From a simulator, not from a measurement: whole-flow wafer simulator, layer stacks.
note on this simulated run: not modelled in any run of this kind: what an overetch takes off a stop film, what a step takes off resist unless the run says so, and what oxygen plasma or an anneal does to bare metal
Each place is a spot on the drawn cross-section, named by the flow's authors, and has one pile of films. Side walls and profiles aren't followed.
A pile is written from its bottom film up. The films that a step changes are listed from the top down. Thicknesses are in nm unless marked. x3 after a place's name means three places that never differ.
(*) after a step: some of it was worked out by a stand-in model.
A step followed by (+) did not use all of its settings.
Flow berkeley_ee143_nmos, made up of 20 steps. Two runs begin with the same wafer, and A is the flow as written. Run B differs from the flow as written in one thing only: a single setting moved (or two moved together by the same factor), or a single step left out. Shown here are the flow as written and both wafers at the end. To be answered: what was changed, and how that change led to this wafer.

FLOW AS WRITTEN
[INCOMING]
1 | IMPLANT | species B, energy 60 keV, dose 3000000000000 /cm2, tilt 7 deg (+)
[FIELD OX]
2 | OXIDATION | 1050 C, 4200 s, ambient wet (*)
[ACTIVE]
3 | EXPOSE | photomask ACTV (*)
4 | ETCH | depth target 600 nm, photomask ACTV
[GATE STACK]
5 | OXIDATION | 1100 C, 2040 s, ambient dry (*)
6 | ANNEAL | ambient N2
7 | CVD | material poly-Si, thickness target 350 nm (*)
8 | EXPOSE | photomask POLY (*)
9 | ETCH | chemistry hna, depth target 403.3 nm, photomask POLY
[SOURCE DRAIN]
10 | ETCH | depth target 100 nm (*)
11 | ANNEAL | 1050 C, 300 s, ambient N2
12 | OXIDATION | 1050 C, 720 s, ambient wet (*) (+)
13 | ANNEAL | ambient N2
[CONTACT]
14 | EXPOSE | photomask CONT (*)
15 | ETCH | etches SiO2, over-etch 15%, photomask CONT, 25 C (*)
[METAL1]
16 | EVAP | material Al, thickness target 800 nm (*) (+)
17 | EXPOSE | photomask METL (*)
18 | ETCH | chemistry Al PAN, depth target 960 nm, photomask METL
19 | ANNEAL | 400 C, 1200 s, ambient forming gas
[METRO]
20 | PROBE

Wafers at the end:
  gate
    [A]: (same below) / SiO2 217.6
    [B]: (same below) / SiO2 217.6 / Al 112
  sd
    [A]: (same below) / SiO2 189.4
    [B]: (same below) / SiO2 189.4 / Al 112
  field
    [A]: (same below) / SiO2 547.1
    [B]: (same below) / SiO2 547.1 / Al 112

What caused this: step 18, ETCH: depth target 688 nm was run, while the flow as written has depth target 960 nm.

How this came from the change, step by step:
  18 | ETCH | chemistry Al PAN, depth target 960 nm, photomask METL
      gate, sd, field: A -800 Al (all of it) | B -688 Al
If metal films that touch count as one body, gate has 1 body; the flow as written gives 0 bodies.
If metal films that touch count as one body, sd has 1 body; the flow as written gives 0 bodies.
If metal films that touch count as one body, field has 1 body; the flow as written gives 0 bodies.
